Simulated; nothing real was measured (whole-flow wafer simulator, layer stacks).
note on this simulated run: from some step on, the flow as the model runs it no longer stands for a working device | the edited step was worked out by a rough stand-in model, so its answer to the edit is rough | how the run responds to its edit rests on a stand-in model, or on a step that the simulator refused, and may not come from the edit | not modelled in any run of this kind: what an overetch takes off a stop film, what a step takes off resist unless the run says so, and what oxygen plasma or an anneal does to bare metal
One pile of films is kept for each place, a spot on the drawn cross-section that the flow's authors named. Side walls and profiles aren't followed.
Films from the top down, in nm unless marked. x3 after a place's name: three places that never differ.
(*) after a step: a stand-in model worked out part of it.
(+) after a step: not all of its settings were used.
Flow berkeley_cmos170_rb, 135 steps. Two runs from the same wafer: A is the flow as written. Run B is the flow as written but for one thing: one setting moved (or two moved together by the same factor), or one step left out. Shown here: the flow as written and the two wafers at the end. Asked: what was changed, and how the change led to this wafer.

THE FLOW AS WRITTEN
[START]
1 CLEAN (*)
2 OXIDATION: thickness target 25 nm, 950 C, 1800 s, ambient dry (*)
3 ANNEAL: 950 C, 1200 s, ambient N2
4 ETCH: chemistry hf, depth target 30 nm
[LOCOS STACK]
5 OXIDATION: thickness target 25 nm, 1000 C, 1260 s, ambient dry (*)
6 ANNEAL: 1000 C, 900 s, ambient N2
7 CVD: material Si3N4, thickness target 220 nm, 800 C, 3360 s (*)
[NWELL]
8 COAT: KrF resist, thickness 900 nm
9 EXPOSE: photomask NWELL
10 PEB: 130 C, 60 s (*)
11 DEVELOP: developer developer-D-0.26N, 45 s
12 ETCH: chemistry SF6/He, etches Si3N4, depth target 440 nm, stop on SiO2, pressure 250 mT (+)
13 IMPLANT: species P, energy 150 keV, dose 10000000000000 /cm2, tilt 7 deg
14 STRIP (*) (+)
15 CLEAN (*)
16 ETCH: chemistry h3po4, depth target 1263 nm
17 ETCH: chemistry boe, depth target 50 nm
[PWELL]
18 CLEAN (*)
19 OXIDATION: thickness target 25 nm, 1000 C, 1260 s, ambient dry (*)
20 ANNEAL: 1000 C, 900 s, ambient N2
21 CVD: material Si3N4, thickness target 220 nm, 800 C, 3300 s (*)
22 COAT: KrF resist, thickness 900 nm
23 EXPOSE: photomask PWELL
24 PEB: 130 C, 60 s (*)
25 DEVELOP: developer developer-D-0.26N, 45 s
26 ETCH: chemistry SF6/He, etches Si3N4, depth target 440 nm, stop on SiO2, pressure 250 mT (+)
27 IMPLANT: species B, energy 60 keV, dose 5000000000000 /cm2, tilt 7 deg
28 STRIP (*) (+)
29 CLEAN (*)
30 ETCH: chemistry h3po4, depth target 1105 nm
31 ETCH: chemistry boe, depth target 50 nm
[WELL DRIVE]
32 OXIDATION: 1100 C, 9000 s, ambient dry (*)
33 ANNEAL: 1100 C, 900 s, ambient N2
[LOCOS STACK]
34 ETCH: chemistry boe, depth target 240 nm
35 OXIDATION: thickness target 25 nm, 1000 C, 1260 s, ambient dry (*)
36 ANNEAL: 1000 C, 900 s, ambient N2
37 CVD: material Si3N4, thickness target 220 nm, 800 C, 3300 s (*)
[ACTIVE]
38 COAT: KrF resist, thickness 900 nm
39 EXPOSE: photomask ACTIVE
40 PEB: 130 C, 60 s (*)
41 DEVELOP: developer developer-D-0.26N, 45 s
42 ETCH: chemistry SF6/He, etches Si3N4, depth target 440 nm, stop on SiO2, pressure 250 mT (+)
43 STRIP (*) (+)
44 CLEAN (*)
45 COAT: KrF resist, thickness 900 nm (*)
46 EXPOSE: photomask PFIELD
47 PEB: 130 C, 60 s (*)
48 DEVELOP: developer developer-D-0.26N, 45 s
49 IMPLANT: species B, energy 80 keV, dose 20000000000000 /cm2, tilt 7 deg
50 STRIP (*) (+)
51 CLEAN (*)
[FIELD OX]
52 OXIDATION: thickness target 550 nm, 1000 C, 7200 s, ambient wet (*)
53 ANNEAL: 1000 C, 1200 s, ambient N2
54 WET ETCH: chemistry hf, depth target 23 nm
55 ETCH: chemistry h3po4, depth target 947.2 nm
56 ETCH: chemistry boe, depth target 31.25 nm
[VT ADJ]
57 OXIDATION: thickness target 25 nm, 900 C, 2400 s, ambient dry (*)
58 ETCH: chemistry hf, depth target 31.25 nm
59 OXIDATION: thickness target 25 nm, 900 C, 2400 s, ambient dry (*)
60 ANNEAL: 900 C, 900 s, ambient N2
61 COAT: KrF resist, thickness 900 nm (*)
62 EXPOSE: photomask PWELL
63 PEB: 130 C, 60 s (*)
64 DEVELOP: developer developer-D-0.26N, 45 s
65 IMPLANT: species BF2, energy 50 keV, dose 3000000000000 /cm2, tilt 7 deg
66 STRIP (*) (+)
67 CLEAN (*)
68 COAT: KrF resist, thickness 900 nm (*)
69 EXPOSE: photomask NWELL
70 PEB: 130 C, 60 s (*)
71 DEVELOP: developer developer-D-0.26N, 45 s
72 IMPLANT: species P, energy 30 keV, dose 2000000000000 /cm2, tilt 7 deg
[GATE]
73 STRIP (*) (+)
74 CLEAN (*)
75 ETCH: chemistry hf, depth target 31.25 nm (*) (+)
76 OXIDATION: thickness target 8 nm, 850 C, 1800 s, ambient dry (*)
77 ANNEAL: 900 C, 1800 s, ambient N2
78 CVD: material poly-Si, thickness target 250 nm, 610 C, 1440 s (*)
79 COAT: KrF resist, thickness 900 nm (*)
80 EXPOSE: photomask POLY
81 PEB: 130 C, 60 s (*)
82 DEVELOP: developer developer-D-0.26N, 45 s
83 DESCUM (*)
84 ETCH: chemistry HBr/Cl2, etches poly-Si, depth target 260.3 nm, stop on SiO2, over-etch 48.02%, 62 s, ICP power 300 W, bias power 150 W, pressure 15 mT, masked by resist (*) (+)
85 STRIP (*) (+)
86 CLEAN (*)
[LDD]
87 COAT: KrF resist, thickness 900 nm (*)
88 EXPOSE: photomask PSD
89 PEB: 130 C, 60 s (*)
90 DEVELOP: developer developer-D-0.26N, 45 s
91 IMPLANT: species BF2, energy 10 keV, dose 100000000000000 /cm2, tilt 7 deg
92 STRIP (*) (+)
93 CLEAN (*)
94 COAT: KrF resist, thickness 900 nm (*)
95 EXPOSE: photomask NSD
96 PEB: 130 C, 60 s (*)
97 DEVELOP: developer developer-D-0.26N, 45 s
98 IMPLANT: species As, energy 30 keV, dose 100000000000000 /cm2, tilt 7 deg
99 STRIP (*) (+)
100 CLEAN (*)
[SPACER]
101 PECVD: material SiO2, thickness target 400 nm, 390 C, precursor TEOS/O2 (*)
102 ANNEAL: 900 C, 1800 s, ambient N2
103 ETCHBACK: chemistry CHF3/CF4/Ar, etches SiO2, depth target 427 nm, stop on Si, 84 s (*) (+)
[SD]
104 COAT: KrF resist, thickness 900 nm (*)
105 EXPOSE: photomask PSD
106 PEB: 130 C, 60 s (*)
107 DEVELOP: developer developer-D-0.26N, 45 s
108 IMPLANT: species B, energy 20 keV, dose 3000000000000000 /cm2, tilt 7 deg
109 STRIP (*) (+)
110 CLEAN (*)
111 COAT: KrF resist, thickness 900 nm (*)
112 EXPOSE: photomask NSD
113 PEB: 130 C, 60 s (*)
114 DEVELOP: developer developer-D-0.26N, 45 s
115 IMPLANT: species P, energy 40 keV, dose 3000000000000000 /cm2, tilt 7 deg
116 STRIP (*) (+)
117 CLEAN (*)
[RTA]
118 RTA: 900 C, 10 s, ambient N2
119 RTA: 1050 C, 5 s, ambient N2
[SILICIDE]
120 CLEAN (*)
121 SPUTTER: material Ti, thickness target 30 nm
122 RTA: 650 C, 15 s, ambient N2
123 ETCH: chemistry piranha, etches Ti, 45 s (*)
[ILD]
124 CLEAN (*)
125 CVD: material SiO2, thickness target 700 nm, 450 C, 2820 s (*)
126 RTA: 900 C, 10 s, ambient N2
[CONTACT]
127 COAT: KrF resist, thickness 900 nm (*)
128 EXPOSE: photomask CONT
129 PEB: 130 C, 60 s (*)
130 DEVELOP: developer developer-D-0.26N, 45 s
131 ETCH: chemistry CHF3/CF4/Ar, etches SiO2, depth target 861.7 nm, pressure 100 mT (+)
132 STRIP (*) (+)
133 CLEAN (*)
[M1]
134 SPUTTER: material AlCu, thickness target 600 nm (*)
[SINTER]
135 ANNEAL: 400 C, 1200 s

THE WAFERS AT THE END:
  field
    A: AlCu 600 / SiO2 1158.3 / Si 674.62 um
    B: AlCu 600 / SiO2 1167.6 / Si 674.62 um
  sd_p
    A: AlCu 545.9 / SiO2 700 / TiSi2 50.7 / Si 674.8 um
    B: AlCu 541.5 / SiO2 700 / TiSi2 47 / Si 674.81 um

The cause: step 75, ETCH: depth target 21.88 nm was run, where the flow has depth target 31.25 nm.

How the change led to this, step by step:
  75 ETCH: chemistry hf, depth target 31.25 nm (*) (+)
      field: A SiO2 -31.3 | B SiO2 -21.9
  121 SPUTTER: material Ti, thickness target 30 nm
      sd_p: A Ti +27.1 (new film) | B Ti +25.2 (new film)
  122 RTA: 650 C, 15 s, ambient N2
      sd_p: A Ti -21.1, TiSi first +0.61 (new film), TiSi2 C49 +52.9 (new film), Si -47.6 | B Ti -19.6, TiSi2 C49 +50 (new film), Si -44.6
  126 RTA: 900 C, 10 s, ambient N2
      sd_p: A under 1 film: TiSi2 +50.7 (new film), TiSi first -0.61 (all of it), TiSi2 C49 -52.9 (all of it), Si -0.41 | B under 1 film: TiSi2 +47 (new film), TiSi2 C49 -50 (all of it)
